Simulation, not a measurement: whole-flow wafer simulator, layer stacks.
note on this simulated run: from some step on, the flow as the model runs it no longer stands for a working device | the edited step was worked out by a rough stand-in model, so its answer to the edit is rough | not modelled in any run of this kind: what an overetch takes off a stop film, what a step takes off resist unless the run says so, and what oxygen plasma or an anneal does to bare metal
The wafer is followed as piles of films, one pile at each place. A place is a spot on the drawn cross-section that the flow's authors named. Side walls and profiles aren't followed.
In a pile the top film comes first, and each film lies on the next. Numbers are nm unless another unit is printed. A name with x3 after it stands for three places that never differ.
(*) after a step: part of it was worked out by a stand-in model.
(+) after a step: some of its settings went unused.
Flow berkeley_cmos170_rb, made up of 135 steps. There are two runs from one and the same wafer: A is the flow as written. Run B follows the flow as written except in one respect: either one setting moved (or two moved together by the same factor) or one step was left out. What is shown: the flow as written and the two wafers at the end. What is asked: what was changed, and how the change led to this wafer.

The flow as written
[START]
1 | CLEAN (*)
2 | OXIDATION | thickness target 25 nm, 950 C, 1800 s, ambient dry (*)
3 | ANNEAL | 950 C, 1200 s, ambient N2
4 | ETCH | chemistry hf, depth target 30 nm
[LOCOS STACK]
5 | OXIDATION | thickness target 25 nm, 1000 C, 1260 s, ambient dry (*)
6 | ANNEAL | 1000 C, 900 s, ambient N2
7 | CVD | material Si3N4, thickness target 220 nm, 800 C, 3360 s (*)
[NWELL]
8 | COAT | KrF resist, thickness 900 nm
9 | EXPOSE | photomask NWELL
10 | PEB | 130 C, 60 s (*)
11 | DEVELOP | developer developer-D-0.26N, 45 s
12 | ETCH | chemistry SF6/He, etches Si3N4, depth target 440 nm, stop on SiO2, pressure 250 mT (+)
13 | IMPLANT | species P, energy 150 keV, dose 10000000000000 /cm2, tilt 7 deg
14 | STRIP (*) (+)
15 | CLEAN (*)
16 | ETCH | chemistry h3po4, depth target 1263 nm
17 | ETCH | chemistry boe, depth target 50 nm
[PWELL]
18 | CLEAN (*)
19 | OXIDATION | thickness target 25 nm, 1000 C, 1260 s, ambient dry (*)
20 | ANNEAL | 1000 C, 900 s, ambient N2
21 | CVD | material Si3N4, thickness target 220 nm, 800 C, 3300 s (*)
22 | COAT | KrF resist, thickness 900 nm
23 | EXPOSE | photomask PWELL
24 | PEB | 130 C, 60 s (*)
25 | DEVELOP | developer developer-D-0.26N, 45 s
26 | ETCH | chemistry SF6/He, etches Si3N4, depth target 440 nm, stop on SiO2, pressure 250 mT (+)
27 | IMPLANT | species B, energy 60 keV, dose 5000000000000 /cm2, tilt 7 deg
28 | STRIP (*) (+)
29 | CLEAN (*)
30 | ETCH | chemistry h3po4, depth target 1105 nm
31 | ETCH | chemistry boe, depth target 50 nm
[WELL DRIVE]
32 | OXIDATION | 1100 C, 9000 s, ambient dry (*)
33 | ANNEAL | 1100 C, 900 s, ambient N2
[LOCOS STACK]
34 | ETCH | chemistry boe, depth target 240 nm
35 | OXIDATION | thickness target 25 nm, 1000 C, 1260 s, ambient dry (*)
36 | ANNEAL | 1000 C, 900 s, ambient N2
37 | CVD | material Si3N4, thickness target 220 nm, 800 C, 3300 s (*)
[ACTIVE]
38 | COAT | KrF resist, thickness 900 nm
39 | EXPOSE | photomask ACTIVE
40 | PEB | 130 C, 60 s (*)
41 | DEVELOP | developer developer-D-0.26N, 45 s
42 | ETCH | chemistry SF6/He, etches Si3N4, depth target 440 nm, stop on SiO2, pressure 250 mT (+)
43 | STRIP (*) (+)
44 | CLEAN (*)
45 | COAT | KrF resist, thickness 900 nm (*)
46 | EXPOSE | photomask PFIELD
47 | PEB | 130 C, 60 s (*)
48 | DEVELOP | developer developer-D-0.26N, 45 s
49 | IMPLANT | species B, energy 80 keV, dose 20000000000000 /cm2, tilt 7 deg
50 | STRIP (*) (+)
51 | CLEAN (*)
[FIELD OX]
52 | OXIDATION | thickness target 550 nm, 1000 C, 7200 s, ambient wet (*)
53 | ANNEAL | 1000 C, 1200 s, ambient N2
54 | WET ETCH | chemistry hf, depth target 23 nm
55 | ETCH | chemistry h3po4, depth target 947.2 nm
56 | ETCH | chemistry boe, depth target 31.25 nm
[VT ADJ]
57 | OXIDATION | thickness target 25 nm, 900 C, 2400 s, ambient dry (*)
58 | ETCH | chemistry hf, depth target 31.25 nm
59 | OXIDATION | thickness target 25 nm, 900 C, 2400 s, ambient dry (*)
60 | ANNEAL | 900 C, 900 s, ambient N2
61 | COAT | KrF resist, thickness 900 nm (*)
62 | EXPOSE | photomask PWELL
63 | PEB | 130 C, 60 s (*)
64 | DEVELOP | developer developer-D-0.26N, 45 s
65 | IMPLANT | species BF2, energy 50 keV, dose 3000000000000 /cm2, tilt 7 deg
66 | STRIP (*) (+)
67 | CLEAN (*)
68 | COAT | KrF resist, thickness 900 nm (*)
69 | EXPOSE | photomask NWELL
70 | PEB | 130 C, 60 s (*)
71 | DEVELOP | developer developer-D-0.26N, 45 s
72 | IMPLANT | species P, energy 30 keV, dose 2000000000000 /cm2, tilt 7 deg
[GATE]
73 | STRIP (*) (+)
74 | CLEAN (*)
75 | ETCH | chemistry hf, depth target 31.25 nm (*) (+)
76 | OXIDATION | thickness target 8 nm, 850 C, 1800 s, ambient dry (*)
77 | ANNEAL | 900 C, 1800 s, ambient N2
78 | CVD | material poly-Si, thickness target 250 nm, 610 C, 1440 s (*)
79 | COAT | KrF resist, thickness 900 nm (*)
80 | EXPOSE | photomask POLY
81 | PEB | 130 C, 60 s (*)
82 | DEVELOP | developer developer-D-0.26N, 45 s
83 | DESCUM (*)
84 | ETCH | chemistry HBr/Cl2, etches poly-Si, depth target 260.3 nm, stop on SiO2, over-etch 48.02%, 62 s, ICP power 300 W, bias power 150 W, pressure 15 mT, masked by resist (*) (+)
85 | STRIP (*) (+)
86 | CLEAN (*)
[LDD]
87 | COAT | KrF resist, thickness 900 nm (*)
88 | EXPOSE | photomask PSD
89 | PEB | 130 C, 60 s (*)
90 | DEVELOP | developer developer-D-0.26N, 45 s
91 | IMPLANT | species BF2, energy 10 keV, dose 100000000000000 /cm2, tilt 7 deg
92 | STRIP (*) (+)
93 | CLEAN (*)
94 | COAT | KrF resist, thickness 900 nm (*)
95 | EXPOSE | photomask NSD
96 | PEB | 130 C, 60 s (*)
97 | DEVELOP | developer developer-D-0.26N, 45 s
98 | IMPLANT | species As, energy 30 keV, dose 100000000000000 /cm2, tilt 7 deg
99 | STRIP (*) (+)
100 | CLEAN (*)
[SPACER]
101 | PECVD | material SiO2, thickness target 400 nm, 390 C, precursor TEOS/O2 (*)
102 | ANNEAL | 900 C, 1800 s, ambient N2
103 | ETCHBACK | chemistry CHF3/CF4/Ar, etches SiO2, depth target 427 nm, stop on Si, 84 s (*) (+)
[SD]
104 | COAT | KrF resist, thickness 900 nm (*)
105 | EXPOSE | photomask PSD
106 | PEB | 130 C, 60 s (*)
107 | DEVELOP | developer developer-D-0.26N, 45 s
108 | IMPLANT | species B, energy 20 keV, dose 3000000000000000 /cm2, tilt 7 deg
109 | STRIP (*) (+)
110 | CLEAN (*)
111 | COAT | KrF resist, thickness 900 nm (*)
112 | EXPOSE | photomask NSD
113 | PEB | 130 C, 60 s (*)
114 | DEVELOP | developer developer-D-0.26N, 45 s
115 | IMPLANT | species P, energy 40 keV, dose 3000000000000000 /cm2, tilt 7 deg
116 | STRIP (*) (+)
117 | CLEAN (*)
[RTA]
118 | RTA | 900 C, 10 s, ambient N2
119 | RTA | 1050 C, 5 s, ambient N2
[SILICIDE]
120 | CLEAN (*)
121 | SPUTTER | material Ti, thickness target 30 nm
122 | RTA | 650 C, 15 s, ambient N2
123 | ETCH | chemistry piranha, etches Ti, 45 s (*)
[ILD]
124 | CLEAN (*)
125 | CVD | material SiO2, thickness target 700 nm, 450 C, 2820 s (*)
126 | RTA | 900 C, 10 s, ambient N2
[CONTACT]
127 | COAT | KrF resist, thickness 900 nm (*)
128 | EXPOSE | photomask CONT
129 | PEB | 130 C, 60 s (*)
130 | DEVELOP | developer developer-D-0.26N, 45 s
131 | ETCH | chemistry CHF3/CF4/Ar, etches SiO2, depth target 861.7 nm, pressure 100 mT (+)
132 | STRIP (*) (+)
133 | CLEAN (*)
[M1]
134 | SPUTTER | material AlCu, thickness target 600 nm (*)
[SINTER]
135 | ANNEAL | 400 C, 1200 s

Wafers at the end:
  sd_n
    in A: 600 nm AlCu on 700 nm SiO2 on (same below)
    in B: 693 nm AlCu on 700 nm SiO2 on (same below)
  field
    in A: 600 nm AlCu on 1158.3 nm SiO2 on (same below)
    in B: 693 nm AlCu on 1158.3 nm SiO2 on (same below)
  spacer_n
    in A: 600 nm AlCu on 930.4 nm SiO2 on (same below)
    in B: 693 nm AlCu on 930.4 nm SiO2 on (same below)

Cause: step 134, SPUTTER: thickness target 693 nm was run, whereas the flow has thickness target 600 nm.
One can read it off the wafer: sd_n has AlCu 693, and step 134 as written asks for 600 nm.

The path from the change to this, step by step:
  134 | SPUTTER | material AlCu, thickness target 600 nm (*)
      field, sd_n, spacer_n, gate, spacer_p, gate_p, m1: A +600 AlCu (new film) | B +693 AlCu (new film)
      sd_p: A +545.9 AlCu (new film) | B +635.1 AlCu (new film)
      (and at 1 other place as well)
